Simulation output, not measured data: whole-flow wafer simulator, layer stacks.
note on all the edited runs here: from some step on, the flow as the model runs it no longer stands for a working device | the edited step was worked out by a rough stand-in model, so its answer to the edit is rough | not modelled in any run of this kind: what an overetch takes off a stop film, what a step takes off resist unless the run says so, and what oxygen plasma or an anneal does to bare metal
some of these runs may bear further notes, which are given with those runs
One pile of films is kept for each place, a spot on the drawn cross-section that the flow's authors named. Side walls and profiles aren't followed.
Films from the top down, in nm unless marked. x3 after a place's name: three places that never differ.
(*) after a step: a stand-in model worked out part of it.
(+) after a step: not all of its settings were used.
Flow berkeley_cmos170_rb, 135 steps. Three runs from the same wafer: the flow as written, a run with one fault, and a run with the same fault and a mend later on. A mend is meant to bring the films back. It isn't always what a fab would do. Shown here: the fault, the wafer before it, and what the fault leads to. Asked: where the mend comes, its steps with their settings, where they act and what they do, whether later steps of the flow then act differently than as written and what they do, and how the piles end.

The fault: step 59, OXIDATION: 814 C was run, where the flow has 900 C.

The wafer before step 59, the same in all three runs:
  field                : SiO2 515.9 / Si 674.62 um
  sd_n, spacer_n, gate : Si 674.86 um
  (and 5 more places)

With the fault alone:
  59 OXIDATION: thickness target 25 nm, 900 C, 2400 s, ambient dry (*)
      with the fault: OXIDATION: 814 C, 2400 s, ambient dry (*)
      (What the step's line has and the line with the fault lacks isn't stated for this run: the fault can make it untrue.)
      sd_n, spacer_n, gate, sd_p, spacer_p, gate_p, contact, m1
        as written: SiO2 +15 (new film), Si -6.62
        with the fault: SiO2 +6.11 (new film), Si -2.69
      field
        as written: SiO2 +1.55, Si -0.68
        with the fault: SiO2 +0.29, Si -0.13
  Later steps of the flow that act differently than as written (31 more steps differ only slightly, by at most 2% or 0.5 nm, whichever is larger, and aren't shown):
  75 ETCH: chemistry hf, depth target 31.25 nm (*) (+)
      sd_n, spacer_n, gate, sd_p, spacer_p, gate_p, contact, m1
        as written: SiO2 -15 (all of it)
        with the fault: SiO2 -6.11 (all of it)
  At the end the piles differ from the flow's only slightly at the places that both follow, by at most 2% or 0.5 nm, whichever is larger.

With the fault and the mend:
  The mend comes after step 60.
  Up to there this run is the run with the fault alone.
  60a OXIDATION: 900 C, 1788 s, ambient dry (*) (the flow's step 59 once more, with other settings)
      sd_n, spacer_n, gate, sd_p, spacer_p, gate_p, contact, m1
        SiO2 +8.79, Si -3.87
      field
        SiO2 +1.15, Si -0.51
  No later step of the flow acts differently than as written, at any place that is followed, by more than 2% or 0.5 nm, whichever is larger.
  At the end the piles differ from the flow's only slightly at the places that both follow, by at most 2% or 0.5 nm, whichever is larger.
